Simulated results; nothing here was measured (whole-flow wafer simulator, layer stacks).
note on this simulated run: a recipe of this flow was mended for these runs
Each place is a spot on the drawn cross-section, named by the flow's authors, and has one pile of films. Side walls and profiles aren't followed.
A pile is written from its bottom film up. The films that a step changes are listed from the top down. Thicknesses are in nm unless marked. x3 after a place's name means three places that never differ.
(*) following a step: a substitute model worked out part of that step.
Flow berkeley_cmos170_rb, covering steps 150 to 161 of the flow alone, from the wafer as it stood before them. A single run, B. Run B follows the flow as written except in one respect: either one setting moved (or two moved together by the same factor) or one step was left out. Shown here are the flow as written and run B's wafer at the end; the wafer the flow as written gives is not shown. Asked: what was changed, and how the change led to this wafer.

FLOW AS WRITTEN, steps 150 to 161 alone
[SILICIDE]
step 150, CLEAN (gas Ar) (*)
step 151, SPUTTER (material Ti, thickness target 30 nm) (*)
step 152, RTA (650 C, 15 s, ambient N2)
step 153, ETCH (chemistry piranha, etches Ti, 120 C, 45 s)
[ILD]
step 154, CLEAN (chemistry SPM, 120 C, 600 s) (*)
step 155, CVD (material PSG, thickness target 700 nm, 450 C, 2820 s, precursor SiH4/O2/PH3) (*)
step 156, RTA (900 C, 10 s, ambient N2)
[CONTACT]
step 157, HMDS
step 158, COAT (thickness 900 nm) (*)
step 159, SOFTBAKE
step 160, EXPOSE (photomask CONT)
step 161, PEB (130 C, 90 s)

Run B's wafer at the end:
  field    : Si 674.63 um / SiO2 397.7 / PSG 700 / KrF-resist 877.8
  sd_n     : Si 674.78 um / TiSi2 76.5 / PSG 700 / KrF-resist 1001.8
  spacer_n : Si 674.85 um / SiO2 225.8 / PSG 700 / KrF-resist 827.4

Cause: step 151, SPUTTER: thickness target 41 nm was run, while the flow as written has thickness target 30 nm.

How this came from the change, step by step:
  step 151, SPUTTER (material Ti, thickness target 30 nm) (*)
      field, sd_n, spacer_n, gate, spacer_p, gate_p, contact, m1: +41 Ti (new film) (in the flow as written it would be: +30 Ti (new film))
      sd_p: +38.2 Ti (new film) (in the flow as written it would be: +27.9 Ti (new film))
  step 152, RTA (650 C, 15 s, ambient N2)
      sd_n, contact, m1: -32 Ti, +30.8 TiSi first (new film), +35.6 TiSi2 C49 (new film), -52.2 Si (in the flow as written it would be: -23.4 Ti, +6.2 TiSi first (new film), +50.3 TiSi2 C49 (new film), -49 Si)
      gate, gate_p: -32 Ti, +30.8 TiSi first (new film), +35.6 TiSi2 C49 (new film), -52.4 poly-Si (in the flow as written it would be: -23.4 Ti, +6.2 TiSi first (new film), +50.3 TiSi2 C49 (new film), -49.2 poly-Si)
      (as well as at 1 more place)
  step 153, ETCH (chemistry piranha, etches Ti, 120 C, 45 s)
      sd_n, gate, gate_p, contact, m1: -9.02 Ti (all of it), -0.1 TiSi first (in the flow as written it would be: -6.6 Ti (all of it), -0.1 TiSi first)
      field, spacer_n, spacer_p: -41 Ti (all of it) (in the flow as written it would be: -30 Ti (all of it))
      (as well as at 1 more place)
  step 156, RTA (900 C, 10 s, ambient N2)
      sd_n, contact, m1: under 1 film: +76.5 TiSi2 (new film), -30.7 TiSi first (all of it), -35.6 TiSi2 C49 (all of it), -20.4 Si (in the flow as written it would be: under 1 film: +55.9 TiSi2 (new film), -6.09 TiSi first (all of it), -50.3 TiSi2 C49 (all of it), -4.05 Si)
      gate, gate_p: under 1 film: +76.5 TiSi2 (new film), -30.7 TiSi first (all of it), -35.6 TiSi2 C49 (all of it), -20.4 poly-Si (in the flow as written it would be: under 1 film: +55.9 TiSi2 (new film), -6.09 TiSi first (all of it), -50.3 TiSi2 C49 (all of it), -4.06 poly-Si)
      (as well as at 1 more place)
